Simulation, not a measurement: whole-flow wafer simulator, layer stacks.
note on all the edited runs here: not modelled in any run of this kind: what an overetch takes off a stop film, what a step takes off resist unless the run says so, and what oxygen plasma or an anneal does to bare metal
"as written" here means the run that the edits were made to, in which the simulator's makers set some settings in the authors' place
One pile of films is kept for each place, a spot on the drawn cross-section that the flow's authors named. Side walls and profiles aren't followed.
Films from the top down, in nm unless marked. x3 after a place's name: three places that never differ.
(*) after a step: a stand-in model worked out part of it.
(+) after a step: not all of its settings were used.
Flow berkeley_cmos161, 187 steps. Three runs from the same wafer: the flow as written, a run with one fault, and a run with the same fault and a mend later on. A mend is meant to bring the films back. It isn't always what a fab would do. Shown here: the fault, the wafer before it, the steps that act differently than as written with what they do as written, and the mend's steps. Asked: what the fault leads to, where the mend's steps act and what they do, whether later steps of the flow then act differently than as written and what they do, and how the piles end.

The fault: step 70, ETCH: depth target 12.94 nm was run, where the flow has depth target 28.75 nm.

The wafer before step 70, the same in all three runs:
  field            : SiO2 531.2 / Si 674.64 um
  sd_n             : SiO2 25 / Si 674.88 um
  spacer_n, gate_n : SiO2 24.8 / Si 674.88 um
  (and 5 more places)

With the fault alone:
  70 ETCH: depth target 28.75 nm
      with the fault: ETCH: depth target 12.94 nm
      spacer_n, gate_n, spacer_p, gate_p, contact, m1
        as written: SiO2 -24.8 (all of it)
        with the fault: SiO2 -12.9
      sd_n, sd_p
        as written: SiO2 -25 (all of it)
        with the fault: SiO2 -12.9
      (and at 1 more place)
  Later steps of the flow that act differently than as written (45 more steps differ only slightly, by at most 2% or 0.5 nm, whichever is larger, and aren't shown):
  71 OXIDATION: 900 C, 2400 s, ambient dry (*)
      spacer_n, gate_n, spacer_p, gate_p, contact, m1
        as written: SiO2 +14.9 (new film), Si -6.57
        with the fault: SiO2 +11.6, Si -5.1
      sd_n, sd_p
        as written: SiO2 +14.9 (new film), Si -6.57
        with the fault: SiO2 +11.5, Si -5.07
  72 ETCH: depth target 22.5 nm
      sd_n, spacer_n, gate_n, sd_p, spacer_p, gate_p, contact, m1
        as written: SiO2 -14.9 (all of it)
        with the fault: SiO2 -22.5
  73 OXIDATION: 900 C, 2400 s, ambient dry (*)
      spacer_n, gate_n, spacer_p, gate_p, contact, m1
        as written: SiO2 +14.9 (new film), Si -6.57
        with the fault: SiO2 +14, Si -6.16
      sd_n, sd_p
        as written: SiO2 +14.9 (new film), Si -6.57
        with the fault: SiO2 +13.8, Si -6.07
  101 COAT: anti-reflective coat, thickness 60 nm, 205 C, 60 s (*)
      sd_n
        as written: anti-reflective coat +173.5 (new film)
        with the fault: anti-reflective coat +184.1 (new film)
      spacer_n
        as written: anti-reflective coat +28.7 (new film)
        with the fault: anti-reflective coat +26.3 (new film)
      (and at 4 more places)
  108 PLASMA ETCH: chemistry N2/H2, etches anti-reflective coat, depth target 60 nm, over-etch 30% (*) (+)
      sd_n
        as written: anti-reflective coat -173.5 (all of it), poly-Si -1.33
        with the fault: anti-reflective coat -184.1 (all of it), poly-Si -1.42
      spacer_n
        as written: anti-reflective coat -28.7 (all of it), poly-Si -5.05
        with the fault: anti-reflective coat -26.3 (all of it), poly-Si -5.46
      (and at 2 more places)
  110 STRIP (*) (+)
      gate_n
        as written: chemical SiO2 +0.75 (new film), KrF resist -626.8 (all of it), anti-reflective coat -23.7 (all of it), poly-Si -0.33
        with the fault: chemical SiO2 +0.75 (new film), KrF resist -635.7 (all of it), anti-reflective coat -21.3 (all of it), poly-Si -0.33
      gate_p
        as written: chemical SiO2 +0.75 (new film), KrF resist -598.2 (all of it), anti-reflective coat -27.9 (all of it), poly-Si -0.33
        with the fault: chemical SiO2 +0.75 (new film), KrF resist -603.5 (all of it), anti-reflective coat -26.7 (all of it), poly-Si -0.33
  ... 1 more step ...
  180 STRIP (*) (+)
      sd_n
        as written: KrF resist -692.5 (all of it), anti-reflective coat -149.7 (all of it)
        with the fault: KrF resist -690 (all of it), anti-reflective coat -161.1 (all of it)
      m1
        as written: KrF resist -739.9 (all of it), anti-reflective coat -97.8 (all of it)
        with the fault: KrF resist -744.8 (all of it), anti-reflective coat -101.3 (all of it)
  At the end the piles differ from the flow's by more than 2% or 0.5 nm, whichever is larger, at field.
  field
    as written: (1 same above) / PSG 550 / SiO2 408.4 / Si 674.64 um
    with the fault: (1 same above) / PSG 550 / SiO2 424.1 / Si 674.64 um

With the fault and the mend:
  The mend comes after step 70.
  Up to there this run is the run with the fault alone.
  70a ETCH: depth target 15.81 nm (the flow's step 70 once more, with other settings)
      spacer_n, gate_n, spacer_p, gate_p, contact, m1
        SiO2 -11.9 (all of it)
      sd_n, sd_p
        SiO2 -12.1 (all of it)
      field
        SiO2 -15.8
  No later step of the flow acts differently than as written at any place that is followed.
  At the end the piles are the same as the flow's at every place that both follow.
